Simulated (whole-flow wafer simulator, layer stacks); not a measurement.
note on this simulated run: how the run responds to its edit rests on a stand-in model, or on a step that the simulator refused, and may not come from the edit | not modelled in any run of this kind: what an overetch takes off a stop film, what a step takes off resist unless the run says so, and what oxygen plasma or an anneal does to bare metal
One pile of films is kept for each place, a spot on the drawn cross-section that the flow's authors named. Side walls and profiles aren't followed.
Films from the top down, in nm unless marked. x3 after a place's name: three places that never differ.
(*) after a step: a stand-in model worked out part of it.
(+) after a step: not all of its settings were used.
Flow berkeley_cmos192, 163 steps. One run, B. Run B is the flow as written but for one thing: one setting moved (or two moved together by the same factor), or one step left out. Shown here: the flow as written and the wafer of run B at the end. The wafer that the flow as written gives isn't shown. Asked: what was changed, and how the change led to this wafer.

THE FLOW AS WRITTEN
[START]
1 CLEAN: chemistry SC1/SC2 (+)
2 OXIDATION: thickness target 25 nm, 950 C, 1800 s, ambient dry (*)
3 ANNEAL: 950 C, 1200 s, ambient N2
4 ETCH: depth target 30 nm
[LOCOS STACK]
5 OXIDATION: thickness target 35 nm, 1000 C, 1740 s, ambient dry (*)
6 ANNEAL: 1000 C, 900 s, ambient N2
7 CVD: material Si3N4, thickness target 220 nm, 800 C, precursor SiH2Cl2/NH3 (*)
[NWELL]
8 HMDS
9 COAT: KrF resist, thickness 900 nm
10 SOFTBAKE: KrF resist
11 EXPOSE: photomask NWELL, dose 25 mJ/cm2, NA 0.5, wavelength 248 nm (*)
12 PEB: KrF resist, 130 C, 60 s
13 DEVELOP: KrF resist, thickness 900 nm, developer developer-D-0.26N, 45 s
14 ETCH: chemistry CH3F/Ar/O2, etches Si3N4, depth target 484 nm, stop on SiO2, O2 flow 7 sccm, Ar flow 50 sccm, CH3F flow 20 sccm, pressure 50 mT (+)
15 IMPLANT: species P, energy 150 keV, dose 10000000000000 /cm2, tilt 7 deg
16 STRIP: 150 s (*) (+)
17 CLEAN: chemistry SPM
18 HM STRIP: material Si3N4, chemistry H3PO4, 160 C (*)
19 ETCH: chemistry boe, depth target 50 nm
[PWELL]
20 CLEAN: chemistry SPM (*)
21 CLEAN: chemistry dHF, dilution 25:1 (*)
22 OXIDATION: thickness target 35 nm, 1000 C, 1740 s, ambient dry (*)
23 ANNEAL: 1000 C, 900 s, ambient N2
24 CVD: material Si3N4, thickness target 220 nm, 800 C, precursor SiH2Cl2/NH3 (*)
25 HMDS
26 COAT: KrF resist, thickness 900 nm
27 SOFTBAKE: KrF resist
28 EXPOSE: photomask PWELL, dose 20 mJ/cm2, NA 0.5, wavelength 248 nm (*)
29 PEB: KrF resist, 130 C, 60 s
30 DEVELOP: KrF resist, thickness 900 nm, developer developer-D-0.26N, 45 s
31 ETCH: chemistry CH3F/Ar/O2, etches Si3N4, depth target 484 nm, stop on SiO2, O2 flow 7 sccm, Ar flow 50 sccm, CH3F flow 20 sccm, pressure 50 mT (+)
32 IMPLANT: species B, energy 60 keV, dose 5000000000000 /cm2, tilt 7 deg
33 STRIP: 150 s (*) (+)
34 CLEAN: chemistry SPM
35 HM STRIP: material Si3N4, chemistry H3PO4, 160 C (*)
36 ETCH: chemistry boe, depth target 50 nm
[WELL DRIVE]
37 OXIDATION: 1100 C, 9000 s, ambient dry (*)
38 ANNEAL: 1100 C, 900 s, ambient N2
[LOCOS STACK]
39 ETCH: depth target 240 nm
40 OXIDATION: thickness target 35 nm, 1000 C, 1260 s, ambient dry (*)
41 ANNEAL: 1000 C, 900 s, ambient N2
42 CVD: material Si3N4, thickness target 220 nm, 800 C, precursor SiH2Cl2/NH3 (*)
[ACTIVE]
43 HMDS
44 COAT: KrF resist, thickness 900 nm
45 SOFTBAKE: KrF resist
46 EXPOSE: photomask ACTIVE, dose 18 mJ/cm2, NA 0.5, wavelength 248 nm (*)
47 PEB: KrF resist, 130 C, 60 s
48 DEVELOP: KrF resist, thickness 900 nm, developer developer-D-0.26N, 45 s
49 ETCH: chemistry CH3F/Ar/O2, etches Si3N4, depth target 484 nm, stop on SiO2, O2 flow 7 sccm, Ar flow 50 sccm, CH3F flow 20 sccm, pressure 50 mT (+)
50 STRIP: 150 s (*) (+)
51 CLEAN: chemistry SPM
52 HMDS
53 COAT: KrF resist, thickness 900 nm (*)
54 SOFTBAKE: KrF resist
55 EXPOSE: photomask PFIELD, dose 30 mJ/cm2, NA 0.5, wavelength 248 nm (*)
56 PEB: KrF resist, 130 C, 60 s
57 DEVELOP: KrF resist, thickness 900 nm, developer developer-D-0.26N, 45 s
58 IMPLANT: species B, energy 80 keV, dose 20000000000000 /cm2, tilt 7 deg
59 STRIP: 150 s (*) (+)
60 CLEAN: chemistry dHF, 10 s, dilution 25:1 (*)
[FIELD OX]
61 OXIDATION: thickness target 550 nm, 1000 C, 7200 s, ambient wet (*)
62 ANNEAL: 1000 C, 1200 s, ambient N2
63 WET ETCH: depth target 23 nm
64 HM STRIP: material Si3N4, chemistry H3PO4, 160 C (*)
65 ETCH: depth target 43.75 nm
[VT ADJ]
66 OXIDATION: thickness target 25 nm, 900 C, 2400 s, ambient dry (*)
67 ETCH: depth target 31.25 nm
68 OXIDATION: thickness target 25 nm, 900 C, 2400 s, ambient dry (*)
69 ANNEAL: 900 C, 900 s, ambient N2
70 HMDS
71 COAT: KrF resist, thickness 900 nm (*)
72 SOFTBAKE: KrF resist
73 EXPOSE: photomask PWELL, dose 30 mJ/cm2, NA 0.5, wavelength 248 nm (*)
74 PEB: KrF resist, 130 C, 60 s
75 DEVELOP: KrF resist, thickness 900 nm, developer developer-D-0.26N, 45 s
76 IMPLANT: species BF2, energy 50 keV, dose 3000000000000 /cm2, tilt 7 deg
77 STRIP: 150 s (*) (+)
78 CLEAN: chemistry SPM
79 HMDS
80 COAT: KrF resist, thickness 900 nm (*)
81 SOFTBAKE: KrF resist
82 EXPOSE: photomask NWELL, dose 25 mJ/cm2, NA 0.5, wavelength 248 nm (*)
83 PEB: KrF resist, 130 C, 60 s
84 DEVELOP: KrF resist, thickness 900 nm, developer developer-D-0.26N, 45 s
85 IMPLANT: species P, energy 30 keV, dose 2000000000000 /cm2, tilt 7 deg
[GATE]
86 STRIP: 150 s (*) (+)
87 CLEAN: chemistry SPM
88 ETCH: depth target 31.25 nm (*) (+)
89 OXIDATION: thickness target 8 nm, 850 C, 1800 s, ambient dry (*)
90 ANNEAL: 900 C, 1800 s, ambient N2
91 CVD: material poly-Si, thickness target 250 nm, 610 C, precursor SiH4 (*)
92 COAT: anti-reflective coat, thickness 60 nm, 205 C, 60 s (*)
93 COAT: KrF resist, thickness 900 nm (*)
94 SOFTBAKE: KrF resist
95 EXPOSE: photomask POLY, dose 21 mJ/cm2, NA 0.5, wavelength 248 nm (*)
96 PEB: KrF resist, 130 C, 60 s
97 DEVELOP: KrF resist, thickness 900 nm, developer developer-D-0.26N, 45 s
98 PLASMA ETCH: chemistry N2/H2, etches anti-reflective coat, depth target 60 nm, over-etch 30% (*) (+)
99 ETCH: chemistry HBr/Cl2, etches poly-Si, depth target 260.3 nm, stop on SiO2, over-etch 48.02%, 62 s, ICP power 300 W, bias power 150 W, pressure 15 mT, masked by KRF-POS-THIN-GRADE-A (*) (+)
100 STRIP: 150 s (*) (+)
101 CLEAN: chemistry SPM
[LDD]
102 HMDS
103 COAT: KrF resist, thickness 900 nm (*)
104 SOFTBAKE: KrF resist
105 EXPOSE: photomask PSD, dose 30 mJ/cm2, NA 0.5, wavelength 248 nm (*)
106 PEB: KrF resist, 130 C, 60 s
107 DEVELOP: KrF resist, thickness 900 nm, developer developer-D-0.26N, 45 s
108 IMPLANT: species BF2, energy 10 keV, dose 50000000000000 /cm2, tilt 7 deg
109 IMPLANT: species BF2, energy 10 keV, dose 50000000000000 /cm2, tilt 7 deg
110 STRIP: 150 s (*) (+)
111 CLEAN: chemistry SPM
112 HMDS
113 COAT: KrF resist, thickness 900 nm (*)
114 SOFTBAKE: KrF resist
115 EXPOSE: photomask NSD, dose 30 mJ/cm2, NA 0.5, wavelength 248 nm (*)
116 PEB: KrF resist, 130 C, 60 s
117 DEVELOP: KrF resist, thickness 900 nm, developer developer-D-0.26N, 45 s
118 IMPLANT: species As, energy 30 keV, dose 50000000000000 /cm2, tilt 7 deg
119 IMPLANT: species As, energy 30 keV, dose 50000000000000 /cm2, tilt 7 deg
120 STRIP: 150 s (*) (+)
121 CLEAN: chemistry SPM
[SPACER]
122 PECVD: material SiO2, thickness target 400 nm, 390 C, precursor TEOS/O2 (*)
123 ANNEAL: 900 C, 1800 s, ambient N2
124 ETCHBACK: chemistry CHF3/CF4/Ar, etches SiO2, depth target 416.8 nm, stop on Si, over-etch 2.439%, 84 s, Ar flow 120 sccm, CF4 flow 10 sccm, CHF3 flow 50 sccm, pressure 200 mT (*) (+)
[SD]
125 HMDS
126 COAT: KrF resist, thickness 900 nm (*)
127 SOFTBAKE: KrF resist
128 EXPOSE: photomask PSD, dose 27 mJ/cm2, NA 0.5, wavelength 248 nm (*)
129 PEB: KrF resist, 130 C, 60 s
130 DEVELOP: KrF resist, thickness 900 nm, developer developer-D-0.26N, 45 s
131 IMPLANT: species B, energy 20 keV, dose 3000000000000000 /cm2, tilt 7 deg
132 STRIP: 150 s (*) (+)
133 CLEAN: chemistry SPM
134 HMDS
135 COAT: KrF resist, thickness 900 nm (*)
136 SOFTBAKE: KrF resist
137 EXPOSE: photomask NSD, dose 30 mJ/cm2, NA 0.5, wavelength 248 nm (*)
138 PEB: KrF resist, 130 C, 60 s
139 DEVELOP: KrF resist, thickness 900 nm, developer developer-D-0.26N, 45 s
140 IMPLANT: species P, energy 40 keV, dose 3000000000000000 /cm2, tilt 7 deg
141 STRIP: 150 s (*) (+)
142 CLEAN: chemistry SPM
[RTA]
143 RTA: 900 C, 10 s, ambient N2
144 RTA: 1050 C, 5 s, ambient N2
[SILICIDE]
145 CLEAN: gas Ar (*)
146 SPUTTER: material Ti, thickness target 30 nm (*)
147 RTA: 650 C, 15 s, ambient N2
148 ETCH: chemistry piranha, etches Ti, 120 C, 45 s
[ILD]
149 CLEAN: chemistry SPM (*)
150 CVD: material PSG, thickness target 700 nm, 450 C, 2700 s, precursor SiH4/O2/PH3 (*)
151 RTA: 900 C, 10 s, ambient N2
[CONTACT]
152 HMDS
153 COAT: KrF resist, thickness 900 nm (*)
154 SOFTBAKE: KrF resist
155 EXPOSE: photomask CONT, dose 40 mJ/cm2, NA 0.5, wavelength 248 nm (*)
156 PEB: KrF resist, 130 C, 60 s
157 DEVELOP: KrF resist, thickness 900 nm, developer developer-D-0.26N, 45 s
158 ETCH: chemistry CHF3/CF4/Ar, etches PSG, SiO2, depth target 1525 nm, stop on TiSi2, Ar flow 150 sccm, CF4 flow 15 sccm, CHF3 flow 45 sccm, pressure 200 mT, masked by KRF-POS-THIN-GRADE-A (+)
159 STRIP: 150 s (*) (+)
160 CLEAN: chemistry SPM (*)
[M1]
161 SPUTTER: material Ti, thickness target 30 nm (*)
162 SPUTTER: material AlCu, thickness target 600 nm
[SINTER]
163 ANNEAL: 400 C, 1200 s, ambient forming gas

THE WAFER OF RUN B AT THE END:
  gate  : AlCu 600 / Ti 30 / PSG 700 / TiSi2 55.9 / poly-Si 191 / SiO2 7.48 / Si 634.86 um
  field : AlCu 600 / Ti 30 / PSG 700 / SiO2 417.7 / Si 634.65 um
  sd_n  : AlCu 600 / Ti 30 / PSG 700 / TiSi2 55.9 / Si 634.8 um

The cause: step 39, ETCH: depth target 120 nm was run, where the flow has depth target 240 nm.

How the change led to this, step by step:
  39 ETCH: depth target 240 nm
      field, sd_n, spacer_n and 6 more: SiO2 -120 (as written it would be: SiO2 -197.6 (all of it))
  40 OXIDATION: thickness target 35 nm, 1000 C, 1260 s, ambient dry (*)
      field, sd_n, spacer_n and 6 more: SiO2 +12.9, Si -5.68 (as written it would be: SiO2 +26.6 (new film), Si -11.7)
  61 OXIDATION: thickness target 550 nm, 1000 C, 7200 s, ambient wet (*)
      gate_p, m1: SiO2 +12.1 (new film), Si3N4 -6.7, SiO2 +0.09 (as written it would be: SiO2 +12.1 (new film), Si3N4 -6.7)
      spacer_n: SiO2 +12.1 (new film), Si3N4 -6.7, SiO2 +0.14, Si -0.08 (as written it would be: SiO2 +12.1 (new film), Si3N4 -6.7)
      (and at 6 more places)
  65 ETCH: depth target 43.75 nm
      sd_n, spacer_n, gate, sd_p: SiO2 -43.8 (as written it would be: SiO2 -24.6 (all of it))
      spacer_p, gate_p, contact, m1: SiO2 -43.7 (as written it would be: SiO2 -24.6 (all of it))
  66 OXIDATION: thickness target 25 nm, 900 C, 2400 s, ambient dry (*)
      gate, spacer_p, gate_p, m1: SiO2 +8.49, Si -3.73 (as written it would be: SiO2 +14.9 (new film), Si -6.57)
      spacer_n, contact: SiO2 +8.48, Si -3.73 (as written it would be: SiO2 +14.9 (new film), Si -6.57)
      (and at 2 more places)
  67 ETCH: depth target 31.25 nm
      sd_n, spacer_n, gate, sd_p, spacer_p, gate_p, m1: SiO2 -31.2 (as written it would be: SiO2 -14.9 (all of it))
      contact: SiO2 -31.3 (as written it would be: SiO2 -14.9 (all of it))
  68 OXIDATION: thickness target 25 nm, 900 C, 2400 s, ambient dry (*)
      spacer_n, gate, spacer_p, gate_p, contact, m1: SiO2 +8.36, Si -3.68 (as written it would be: SiO2 +14.9 (new film), Si -6.57)
      sd_n: SiO2 +7.71, Si -3.39 (as written it would be: SiO2 +14.9 (new film), Si -6.57)
      (and at 1 more place)
  88 ETCH: depth target 31.25 nm (*) (+)
      sd_n: SiO2 -31.3 (as written it would be: SiO2 -14.9 (all of it))
      sd_p: SiO2 -31.2 (as written it would be: SiO2 -14.9 (all of it))
      (and at 6 more places)
  89 OXIDATION: thickness target 8 nm, 850 C, 1800 s, ambient dry (*)
      sd_n: SiO2 +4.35, Si -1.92 (as written it would be: SiO2 +7.48 (new film), Si -3.29)
      sd_p: SiO2 +4.31, Si -1.9 (as written it would be: SiO2 +7.48 (new film), Si -3.29)
  92 COAT: anti-reflective coat, thickness 60 nm, 205 C, 60 s (*)
      sd_n: anti-reflective coat +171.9 (new film) (as written it would be: anti-reflective coat +152.4 (new film))
      spacer_n: anti-reflective coat +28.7 (new film) (as written it would be: anti-reflective coat +33.8 (new film))
      (and at 6 more places)
  93 COAT: KrF resist, thickness 900 nm (*)
      spacer_n: KrF resist +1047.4 (new film) (as written it would be: KrF resist +1021.2 (new film))
      gate: KrF resist +1050.1 (new film) (as written it would be: KrF resist +1023.8 (new film))
  97 DEVELOP: KrF resist, thickness 900 nm, developer developer-D-0.26N, 45 s
      spacer_n: KrF resist -1045.7 (all of it) (as written it would be: KrF resist -1019.5 (all of it))
  98 PLASMA ETCH: chemistry N2/H2, etches anti-reflective coat, depth target 60 nm, over-etch 30% (*) (+)
      field: anti-reflective coat -35 (all of it), poly-Si -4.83 (as written it would be: anti-reflective coat -35.3 (all of it), poly-Si -4.18)
      sd_n: anti-reflective coat -171.9 (all of it), poly-Si -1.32 (as written it would be: anti-reflective coat -152.4 (all of it), poly-Si -1.17)
      (and at 5 more places)
  100 STRIP: 150 s (*) (+)
      gate: chemical SiO2 +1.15 (new film), KrF resist -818 (all of it), anti-reflective coat -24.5 (all of it), poly-Si -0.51 (as written it would be: chemical SiO2 +1.15 (new film), KrF resist -791.8 (all of it), anti-reflective coat -30 (all of it), poly-Si -0.51)
      gate_p: chemical SiO2 +1.15 (new film), KrF resist -781.9 (all of it), anti-reflective coat -28.7 (all of it), poly-Si -0.51 (as written it would be: chemical SiO2 +1.15 (new film), KrF resist -765.1 (all of it), anti-reflective coat -31 (all of it), poly-Si -0.51)
  126 COAT: KrF resist, thickness 900 nm (*)
      sd_n: KrF resist +1023.6 (new film) (as written it would be: KrF resist +999.7 (new film))
  132 STRIP: 150 s (*) (+)
      sd_n: chemical SiO2 +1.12 (new film), KrF resist -1007.7 (all of it), Si -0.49 (as written it would be: chemical SiO2 +1.13 (new film), KrF resist -983.9 (all of it), Si -0.5)
  ... 8 more steps ...
  162 SPUTTER: material AlCu, thickness target 600 nm
      sd_p: AlCu +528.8 (new film) (as written it would be: AlCu +551.2 (new film))
